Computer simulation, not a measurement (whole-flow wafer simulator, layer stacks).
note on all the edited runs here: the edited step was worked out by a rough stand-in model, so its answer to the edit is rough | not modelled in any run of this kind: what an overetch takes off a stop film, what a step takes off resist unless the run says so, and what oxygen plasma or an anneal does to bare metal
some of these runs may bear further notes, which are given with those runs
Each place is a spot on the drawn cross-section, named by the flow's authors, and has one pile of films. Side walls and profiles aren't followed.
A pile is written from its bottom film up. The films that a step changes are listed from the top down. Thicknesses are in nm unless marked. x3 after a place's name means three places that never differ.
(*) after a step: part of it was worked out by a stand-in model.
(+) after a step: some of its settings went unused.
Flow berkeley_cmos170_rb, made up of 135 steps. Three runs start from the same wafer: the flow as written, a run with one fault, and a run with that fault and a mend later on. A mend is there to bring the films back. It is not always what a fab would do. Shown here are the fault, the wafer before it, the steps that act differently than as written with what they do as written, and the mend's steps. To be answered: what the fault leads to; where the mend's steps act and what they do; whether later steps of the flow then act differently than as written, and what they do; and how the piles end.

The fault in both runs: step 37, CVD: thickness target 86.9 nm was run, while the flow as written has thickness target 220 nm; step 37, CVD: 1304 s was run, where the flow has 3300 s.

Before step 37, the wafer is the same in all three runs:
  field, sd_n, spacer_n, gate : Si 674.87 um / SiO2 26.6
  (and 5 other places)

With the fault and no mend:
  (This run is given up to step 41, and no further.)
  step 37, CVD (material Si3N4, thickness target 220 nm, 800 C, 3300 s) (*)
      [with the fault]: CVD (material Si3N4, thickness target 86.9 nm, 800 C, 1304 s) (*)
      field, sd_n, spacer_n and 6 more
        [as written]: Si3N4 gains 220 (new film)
        [with the fault]: Si3N4 gains 86.9 (new film)
  None of the later steps of the flow up to step 41 acts differently than as written at any place that is followed.
  The piles after step 41 differ from the flow's at field, sd_n, spacer_n and 6 more by more than 2% or 0.5 nm, whichever is larger.
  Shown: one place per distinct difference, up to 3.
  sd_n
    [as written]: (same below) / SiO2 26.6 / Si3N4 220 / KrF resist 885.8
    [with the fault]: (same below) / SiO2 26.6 / Si3N4 86.9 / KrF resist 885.8
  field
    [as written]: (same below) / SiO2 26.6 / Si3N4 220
    [with the fault]: (same below) / SiO2 26.6 / Si3N4 86.9

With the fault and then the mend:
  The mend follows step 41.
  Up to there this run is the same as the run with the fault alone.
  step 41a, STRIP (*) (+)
      sd_n, spacer_n, gate, sd_p, spacer_p, gate_p, contact, m1
        KrF resist loses 885.8 (all of it)
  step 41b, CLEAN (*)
      alters no film at any place that is followed
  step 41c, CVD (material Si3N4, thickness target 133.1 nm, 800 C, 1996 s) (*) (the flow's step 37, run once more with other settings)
      field, sd_n, spacer_n and 6 more
        Si3N4 gains 133.1
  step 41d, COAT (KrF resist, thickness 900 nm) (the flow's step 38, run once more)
      field, sd_n, spacer_n and 6 more
        KrF resist gains 900 (new film)
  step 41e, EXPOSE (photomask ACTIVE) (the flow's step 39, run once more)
      alters no film at any place that is followed
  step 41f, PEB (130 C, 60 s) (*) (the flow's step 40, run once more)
      alters no film at any place that is followed
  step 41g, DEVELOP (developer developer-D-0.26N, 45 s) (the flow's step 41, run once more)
      sd_n, spacer_n, gate, sd_p, spacer_p, gate_p, contact, m1
        KrF resist loses 14.2
      field
        KrF resist loses 900 (all of it)
  None of the later steps of the flow acts differently than as written at any place that is followed.
  The piles end the same as the flow's at every place that both follow.
